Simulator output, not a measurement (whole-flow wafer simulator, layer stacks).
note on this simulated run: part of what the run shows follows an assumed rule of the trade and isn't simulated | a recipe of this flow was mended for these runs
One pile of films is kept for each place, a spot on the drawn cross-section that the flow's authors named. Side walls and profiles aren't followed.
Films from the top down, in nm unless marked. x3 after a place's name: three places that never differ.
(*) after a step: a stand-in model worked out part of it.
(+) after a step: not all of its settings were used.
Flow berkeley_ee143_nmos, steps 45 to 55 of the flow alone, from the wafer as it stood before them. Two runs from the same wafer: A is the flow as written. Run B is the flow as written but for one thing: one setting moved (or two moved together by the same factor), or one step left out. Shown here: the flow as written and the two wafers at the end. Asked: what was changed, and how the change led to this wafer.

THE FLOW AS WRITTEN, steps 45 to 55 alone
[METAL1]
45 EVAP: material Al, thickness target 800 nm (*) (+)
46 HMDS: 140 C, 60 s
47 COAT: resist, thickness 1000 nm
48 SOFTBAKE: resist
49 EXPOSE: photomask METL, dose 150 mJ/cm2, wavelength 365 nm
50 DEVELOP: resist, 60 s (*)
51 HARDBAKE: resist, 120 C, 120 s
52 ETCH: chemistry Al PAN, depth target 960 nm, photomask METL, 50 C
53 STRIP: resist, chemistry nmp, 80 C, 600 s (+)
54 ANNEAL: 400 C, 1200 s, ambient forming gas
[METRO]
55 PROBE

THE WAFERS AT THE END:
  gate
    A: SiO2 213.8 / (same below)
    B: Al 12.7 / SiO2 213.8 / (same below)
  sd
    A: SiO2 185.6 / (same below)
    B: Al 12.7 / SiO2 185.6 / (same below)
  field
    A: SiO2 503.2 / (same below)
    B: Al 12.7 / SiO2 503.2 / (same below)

The cause: step 45, EVAP: thickness target 986 nm was run, where the flow has thickness target 800 nm.

How the change led to this, step by step:
  45 EVAP: material Al, thickness target 800 nm (*) (+)
      gate, sd, contact, field: A Al +800 (new film) | B Al +986 (new film)
  52 ETCH: chemistry Al PAN, depth target 960 nm, photomask METL, 50 C
      gate, sd, field: A Al -786.7 (all of it) | B Al -960
Counting metal films that touch as one body, gate has 1 body; the flow as written gives 0 bodies.
Counting metal films that touch as one body, sd has 1 body; the flow as written gives 0 bodies.
Counting metal films that touch as one body, field has 1 body; the flow as written gives 0 bodies.
